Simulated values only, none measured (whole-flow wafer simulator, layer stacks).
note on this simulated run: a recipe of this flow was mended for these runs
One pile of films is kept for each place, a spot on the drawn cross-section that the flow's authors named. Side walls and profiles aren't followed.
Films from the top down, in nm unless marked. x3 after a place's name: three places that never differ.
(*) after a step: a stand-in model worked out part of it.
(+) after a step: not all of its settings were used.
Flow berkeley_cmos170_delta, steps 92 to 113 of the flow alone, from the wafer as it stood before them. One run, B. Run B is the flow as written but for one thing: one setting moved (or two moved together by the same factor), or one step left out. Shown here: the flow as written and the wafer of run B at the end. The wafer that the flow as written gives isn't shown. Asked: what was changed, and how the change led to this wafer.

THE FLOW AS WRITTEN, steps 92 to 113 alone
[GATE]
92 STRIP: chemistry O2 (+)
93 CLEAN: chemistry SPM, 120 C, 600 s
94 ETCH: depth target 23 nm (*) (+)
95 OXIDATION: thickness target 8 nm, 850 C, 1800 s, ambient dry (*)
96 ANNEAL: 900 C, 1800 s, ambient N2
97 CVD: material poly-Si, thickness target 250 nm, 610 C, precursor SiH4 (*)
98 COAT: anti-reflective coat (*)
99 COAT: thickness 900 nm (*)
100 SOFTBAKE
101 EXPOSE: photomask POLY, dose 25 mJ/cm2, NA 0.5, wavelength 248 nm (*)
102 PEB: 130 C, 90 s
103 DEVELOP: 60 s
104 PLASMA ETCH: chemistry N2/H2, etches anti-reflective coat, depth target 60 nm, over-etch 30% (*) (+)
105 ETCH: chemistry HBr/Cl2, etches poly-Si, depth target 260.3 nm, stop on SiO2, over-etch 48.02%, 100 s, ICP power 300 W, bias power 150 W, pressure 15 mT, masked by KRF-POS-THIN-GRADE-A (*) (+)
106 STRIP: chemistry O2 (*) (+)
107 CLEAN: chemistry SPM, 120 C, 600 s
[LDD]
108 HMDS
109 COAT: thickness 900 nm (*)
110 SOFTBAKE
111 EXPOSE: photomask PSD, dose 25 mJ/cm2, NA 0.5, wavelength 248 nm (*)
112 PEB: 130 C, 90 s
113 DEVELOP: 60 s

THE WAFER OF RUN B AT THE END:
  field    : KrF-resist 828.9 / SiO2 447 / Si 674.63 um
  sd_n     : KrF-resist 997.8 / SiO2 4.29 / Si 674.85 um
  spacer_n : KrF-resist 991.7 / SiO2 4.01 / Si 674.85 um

The cause: step 95, OXIDATION: thickness target 5.12 nm was run, where the flow has thickness target 8 nm; step 95, OXIDATION: 1152 s was run, where the flow has 1800 s.

How the change led to this, step by step:
  95 OXIDATION: thickness target 8 nm, 850 C, 1800 s, ambient dry (*)
      sd_n, spacer_n, gate, sd_p, spacer_p, gate_p, contact, m1: SiO2 +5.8 (new film), Si -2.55 (as written it would be: SiO2 +7.48 (new film), Si -3.29)
